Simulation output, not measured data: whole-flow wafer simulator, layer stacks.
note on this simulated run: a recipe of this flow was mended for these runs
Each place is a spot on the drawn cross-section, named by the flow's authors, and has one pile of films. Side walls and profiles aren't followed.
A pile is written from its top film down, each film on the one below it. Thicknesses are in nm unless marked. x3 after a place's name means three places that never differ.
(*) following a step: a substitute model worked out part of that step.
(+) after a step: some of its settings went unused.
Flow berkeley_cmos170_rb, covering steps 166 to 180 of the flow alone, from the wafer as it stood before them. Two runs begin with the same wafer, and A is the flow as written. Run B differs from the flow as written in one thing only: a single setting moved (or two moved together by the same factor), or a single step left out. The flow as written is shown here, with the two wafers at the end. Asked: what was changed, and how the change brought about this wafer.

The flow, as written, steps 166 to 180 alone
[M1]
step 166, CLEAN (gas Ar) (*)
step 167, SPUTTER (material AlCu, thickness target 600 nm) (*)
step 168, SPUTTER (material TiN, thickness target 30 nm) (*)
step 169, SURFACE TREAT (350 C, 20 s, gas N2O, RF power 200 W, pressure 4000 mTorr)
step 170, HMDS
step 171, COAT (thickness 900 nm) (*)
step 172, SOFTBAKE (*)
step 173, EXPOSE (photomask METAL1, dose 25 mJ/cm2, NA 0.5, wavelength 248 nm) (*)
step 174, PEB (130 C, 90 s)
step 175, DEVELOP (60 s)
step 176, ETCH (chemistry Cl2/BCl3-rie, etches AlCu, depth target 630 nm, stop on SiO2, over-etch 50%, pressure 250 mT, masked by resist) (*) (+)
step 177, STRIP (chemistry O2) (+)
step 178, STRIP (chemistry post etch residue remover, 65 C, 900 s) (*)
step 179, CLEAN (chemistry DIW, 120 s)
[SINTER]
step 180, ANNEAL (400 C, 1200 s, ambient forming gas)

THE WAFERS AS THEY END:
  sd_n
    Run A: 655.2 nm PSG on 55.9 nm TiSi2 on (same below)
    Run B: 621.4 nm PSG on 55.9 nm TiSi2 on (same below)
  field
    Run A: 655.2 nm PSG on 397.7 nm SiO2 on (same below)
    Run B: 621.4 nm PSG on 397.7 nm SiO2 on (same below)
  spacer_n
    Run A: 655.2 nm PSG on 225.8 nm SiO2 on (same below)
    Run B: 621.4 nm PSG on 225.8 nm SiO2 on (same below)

Cause: step 167, SPUTTER: thickness target 330 nm was run, while the flow as written has thickness target 600 nm.

Step by step, how the change led to this:
  step 167, SPUTTER (material AlCu, thickness target 600 nm) (*)
      field, sd_n, spacer_n, gate, spacer_p, gate_p, m1: A AlCu gains 600 (new film) | B AlCu gains 330 (new film)
      sd_p: A AlCu gains 549.6 (new film) | B AlCu gains 296.1 (new film)
      (and at 1 other place as well)
  step 168, SPUTTER (material TiN, thickness target 30 nm) (*)
      contact: A TiN gains 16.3 (new film) | B TiN gains 18.7 (new film)
  step 171, COAT (thickness 900 nm) (*)
      contact: A KrF-resist gains 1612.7 (new film) | B KrF-resist gains 1528.6 (new film)
  step 176, ETCH (chemistry Cl2/BCl3-rie, etches AlCu, depth target 630 nm, stop on SiO2, over-etch 50%, pressure 250 mT, masked by resist) (*) (+)
      field, sd_n, spacer_n, gate, spacer_p, gate_p: A TiN loses 30 (all of it), AlCu loses 600 (all of it), PSG loses 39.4 | B TiN loses 30 (all of it), AlCu loses 330 (all of it), PSG loses 73.1
      sd_p: A TiN loses 25.8 (all of it), AlCu loses 549.6 (all of it), PSG loses 46.2 | B TiN loses 26.1 (all of it), AlCu loses 296.1 (all of it), PSG loses 77.8
  step 177, STRIP (chemistry O2) (+)
      contact: A KrF-resist loses 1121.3 (all of it) | B KrF-resist loses 1037.4 (all of it)
